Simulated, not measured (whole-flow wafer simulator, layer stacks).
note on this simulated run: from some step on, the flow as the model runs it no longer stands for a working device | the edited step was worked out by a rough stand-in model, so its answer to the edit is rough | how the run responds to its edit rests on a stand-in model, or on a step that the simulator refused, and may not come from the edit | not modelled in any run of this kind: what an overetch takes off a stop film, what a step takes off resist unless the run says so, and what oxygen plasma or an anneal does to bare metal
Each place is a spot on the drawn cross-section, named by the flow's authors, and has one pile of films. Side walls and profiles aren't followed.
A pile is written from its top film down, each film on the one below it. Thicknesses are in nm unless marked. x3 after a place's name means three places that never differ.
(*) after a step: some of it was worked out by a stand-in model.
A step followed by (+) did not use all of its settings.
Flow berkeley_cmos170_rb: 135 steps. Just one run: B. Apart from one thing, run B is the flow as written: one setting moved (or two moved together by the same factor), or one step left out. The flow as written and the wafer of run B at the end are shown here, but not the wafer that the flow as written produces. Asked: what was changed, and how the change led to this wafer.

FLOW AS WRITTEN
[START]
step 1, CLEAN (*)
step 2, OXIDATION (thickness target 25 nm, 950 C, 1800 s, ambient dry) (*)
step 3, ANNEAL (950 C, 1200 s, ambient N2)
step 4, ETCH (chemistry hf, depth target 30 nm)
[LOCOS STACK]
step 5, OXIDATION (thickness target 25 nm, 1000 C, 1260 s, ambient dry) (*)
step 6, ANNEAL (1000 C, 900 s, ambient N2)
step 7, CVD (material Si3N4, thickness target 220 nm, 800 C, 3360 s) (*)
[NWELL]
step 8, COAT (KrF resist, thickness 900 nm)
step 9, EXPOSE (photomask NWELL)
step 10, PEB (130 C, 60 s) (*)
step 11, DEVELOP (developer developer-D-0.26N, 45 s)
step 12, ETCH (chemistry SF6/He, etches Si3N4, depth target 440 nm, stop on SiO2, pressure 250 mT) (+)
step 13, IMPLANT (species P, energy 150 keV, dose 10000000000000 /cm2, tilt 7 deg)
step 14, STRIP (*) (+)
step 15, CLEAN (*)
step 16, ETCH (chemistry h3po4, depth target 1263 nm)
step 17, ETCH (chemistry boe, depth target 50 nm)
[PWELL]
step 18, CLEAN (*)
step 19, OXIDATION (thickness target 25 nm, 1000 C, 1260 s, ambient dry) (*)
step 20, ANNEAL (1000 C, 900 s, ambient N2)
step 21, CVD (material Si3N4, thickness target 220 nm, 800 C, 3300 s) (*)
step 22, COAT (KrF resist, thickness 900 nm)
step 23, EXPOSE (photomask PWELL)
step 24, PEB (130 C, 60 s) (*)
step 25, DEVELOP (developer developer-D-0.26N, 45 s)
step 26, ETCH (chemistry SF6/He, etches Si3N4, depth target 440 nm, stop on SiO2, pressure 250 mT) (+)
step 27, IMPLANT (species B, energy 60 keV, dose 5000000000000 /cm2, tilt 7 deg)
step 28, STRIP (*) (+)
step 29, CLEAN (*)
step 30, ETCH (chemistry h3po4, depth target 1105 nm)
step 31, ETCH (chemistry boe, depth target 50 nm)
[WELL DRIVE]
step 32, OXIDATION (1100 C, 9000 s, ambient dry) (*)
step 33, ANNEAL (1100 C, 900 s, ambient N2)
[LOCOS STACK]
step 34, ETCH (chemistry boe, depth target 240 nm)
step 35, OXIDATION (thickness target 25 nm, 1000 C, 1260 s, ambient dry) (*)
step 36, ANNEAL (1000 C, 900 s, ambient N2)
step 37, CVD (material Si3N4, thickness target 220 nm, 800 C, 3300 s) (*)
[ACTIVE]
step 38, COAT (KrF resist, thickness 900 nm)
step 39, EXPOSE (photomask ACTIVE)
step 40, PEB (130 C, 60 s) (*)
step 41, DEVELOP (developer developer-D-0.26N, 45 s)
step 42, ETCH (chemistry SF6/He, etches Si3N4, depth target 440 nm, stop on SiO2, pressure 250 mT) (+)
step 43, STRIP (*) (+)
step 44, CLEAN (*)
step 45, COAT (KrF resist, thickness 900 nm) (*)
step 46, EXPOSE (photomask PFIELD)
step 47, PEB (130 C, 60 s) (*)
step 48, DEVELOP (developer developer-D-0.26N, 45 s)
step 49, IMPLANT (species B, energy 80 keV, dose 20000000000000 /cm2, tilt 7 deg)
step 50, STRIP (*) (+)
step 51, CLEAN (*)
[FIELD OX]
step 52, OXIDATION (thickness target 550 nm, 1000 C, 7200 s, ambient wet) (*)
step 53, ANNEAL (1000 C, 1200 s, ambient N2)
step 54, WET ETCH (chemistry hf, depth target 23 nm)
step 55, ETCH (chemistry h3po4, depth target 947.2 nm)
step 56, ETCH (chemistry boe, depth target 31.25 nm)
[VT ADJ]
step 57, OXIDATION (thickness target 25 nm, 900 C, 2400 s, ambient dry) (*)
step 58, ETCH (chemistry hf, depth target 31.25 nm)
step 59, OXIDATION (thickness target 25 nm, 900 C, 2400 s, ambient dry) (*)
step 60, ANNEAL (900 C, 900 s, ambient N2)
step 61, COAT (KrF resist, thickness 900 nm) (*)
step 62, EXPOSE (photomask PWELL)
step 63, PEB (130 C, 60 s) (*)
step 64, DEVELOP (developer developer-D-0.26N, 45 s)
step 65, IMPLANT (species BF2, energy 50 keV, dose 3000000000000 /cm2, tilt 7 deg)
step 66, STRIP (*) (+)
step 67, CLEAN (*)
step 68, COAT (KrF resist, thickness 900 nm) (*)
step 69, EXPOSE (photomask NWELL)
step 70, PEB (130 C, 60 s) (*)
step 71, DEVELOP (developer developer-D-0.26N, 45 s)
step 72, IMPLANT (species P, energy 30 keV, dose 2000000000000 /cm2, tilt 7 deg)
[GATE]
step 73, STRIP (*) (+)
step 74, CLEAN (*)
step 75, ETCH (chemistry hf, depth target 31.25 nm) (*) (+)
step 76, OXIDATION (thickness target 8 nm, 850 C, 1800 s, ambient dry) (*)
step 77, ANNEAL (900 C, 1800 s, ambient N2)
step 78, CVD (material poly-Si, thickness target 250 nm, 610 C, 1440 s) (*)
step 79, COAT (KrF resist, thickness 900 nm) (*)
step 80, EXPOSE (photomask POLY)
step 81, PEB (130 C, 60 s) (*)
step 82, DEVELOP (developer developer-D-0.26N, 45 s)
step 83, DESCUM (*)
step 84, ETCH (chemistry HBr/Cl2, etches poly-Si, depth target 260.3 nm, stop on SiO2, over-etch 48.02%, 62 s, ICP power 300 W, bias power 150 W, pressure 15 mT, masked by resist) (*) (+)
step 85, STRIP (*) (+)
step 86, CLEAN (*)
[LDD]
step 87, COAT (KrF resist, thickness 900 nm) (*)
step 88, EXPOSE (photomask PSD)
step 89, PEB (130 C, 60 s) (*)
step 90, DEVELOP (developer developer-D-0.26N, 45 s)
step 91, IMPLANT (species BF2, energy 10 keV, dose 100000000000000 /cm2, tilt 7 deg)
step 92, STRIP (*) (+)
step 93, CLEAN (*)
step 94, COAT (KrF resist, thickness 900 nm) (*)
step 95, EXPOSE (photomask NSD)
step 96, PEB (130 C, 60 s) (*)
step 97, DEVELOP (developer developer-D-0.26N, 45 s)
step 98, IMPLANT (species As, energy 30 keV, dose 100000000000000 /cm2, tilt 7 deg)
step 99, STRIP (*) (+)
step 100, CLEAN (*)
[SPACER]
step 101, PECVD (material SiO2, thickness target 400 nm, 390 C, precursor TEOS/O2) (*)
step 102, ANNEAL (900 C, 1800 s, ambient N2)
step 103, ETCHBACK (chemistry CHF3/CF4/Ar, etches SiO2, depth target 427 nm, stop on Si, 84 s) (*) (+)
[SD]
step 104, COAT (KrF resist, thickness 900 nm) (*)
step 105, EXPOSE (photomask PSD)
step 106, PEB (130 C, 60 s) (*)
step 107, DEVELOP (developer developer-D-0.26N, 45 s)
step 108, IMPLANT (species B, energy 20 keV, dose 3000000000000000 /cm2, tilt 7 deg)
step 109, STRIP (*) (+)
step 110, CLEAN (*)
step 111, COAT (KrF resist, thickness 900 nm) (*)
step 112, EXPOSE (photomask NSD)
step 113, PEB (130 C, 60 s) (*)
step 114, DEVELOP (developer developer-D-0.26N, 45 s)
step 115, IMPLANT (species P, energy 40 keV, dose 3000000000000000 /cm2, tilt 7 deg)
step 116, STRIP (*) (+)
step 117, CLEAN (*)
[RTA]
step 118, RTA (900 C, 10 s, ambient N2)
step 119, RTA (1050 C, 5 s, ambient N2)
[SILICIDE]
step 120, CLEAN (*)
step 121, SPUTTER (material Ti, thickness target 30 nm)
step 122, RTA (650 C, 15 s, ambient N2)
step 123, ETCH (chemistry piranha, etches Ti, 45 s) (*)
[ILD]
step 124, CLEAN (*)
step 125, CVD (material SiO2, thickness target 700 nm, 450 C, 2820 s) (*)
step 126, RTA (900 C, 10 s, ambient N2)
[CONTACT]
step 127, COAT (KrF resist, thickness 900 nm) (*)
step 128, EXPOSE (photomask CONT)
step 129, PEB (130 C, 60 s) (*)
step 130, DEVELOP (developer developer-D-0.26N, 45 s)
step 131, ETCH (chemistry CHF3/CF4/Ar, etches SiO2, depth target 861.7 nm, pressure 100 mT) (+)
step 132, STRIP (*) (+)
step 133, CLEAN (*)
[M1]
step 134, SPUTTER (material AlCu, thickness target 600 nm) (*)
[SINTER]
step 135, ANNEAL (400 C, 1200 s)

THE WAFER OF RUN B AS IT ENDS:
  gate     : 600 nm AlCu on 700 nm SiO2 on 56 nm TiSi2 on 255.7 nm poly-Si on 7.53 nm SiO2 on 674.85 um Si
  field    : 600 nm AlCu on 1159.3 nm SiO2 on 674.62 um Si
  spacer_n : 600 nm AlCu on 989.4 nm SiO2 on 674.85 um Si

What caused this: step 78, CVD: thickness target 309 nm was run, though the flow has thickness target 250 nm; step 78, CVD: 1778 s was run, where the flow has 1440 s.

The path from the change to this, step by step:
  step 78, CVD (material poly-Si, thickness target 250 nm, 610 C, 1440 s) (*)
      field, sd_n, spacer_n and 6 more: +309 poly-Si (new film) (it would be, as written: +250 poly-Si (new film))
  step 84, ETCH (chemistry HBr/Cl2, etches poly-Si, depth target 260.3 nm, stop on SiO2, over-etch 48.02%, 62 s, ICP power 300 W, bias power 150 W, pressure 15 mT, masked by resist) (*) (+)
      field, sd_n, spacer_n, sd_p, spacer_p, contact, m1: -309 poly-Si (all of it), -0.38 SiO2 (it would be, as written: -250 poly-Si (all of it), -1.42 SiO2)
  step 87, COAT (KrF resist, thickness 900 nm) (*)
      gate: +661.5 KrF resist (new film) (it would be, as written: +706 KrF resist (new film))
      gate_p: +662.1 KrF resist (new film) (it would be, as written: +706.3 KrF resist (new film))
  step 90, DEVELOP (developer developer-D-0.26N, 45 s)
      gate_p: -662.1 KrF resist (all of it) (it would be, as written: -706.3 KrF resist (all of it))
  step 92, STRIP (*) (+)
      gate: -647.3 KrF resist (all of it) (it would be, as written: -691.8 KrF resist (all of it))
  step 94, COAT (KrF resist, thickness 900 nm) (*)
      gate: +661.5 KrF resist (new film) (it would be, as written: +706 KrF resist (new film))
      gate_p: +662.1 KrF resist (new film) (it would be, as written: +706.3 KrF resist (new film))
  step 97, DEVELOP (developer developer-D-0.26N, 45 s)
      gate: -661.5 KrF resist (all of it) (it would be, as written: -706 KrF resist (all of it))
  step 99, STRIP (*) (+)
      gate_p: -647.9 KrF resist (all of it) (it would be, as written: -692.1 KrF resist (all of it))
  step 103, ETCHBACK (chemistry CHF3/CF4/Ar, etches SiO2, depth target 427 nm, stop on Si, 84 s) (*) (+)
      spacer_n: -100 SiO2 (it would be, as written: -157.9 SiO2)
      spacer_p: -99.9 SiO2 (it would be, as written: -157.9 SiO2)
  step 104, COAT (KrF resist, thickness 900 nm) (*)
      spacer_n: +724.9 KrF resist (new film) (it would be, as written: +766.3 KrF resist (new film))
      gate: +701.7 KrF resist (new film) (it would be, as written: +742.1 KrF resist (new film))
      (also at 2 further places)
  step 107, DEVELOP (developer developer-D-0.26N, 45 s)
      spacer_p: -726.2 KrF resist (all of it) (it would be, as written: -767.7 KrF resist (all of it))
      gate_p: -702.8 KrF resist (all of it) (it would be, as written: -743.2 KrF resist (all of it))
  step 109, STRIP (*) (+)
      spacer_n: -710.7 KrF resist (all of it) (it would be, as written: -752.1 KrF resist (all of it))
      gate: -687.5 KrF resist (all of it) (it would be, as written: -727.9 KrF resist (all of it))
  step 111, COAT (KrF resist, thickness 900 nm) (*)
      spacer_n: +724.9 KrF resist (new film) (it would be, as written: +766.3 KrF resist (new film))
      gate: +701.7 KrF resist (new film) (it would be, as written: +742.1 KrF resist (new film))
      (also at 2 further places)
  step 114, DEVELOP (developer developer-D-0.26N, 45 s)
      spacer_n: -724.9 KrF resist (all of it) (it would be, as written: -766.3 KrF resist (all of it))
      gate: -701.7 KrF resist (all of it) (it would be, as written: -742.1 KrF resist (all of it))
  step 116, STRIP (*) (+)
      spacer_p: -712 KrF resist (all of it) (it would be, as written: -753.5 KrF resist (all of it))
      gate_p: -688.6 KrF resist (all of it) (it would be, as written: -729 KrF resist (all of it))
  step 127, COAT (KrF resist, thickness 900 nm) (*)
      spacer_n: +793 KrF resist (new film) (it would be, as written: +819.8 KrF resist (new film))
      gate: +775.6 KrF resist (new film) (it would be, as written: +798.4 KrF resist (new film))
      (also at 3 further places)
  step 132, STRIP (*) (+)
      field: -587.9 KrF resist (all of it) (it would be, as written: -575.3 KrF resist (all of it))
      spacer_n: -563.4 KrF resist (all of it) (it would be, as written: -590.2 KrF resist (all of it))
      (also at 4 further places)
